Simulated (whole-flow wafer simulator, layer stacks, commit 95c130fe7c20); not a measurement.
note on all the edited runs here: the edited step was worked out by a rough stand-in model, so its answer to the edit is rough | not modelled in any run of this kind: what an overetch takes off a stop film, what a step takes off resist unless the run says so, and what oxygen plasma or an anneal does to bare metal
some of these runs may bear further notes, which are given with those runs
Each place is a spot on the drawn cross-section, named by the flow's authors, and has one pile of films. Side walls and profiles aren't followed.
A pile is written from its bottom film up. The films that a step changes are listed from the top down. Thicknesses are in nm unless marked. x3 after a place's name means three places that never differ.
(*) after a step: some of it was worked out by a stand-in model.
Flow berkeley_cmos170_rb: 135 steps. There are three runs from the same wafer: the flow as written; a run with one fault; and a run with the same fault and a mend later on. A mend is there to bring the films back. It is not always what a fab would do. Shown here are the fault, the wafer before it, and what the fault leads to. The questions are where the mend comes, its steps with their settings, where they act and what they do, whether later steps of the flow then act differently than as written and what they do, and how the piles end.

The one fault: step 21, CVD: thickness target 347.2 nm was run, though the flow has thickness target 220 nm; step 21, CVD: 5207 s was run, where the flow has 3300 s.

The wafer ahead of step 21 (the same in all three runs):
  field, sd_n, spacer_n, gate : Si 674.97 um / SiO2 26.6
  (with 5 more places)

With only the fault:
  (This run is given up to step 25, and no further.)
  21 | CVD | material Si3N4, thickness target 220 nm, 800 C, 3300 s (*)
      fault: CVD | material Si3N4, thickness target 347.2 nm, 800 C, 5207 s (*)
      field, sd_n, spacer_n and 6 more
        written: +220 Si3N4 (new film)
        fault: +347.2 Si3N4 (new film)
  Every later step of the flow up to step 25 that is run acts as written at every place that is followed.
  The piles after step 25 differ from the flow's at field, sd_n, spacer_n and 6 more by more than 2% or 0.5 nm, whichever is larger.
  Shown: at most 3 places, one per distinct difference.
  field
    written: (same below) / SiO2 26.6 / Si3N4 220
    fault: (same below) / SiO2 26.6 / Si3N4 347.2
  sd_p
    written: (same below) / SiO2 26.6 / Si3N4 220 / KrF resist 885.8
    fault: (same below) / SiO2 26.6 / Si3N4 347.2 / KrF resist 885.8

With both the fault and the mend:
  The mend follows step 21.
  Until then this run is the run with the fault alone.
  21a | ETCH | chemistry h3po4, depth target 127.2 nm (the flow's step 16 again, with other settings)
      field, sd_n, spacer_n and 6 more
        -127.2 Si3N4
  Every later step of the flow that is run acts as written at every place that is followed.
  By the end, the piles equal the flow's at every place that both follow.
